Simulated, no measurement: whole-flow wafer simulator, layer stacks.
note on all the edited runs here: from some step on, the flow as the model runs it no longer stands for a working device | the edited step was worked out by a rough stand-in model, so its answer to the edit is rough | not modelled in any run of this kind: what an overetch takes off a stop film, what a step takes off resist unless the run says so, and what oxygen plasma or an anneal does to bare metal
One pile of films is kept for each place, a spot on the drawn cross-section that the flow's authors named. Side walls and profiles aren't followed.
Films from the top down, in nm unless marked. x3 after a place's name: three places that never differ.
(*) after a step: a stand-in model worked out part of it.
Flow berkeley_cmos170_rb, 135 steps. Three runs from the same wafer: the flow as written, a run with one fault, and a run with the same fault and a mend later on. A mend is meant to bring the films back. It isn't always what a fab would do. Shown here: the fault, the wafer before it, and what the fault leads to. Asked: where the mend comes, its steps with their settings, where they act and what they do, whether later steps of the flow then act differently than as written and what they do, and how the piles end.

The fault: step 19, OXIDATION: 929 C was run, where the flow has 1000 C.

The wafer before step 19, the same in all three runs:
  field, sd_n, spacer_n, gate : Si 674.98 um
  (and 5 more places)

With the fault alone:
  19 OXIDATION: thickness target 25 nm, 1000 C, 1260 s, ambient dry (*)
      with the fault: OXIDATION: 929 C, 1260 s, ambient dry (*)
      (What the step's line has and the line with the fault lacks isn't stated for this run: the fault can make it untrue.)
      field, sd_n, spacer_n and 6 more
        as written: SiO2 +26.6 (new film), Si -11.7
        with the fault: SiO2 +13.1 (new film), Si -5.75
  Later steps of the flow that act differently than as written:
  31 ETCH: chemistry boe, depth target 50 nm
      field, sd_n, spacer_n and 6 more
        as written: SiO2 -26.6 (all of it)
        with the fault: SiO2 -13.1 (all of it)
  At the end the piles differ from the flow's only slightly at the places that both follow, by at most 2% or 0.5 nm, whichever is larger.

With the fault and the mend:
  The mend comes after step 20.
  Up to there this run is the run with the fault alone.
  20a OXIDATION: 1000 C, 791 s, ambient dry (*) (the flow's step 19 once more, with other settings)
      field, sd_n, spacer_n and 6 more
        SiO2 +13.5, Si -5.95
  No later step of the flow acts differently than as written at any place that is followed.
  At the end the piles are the same as the flow's at every place that both follow.
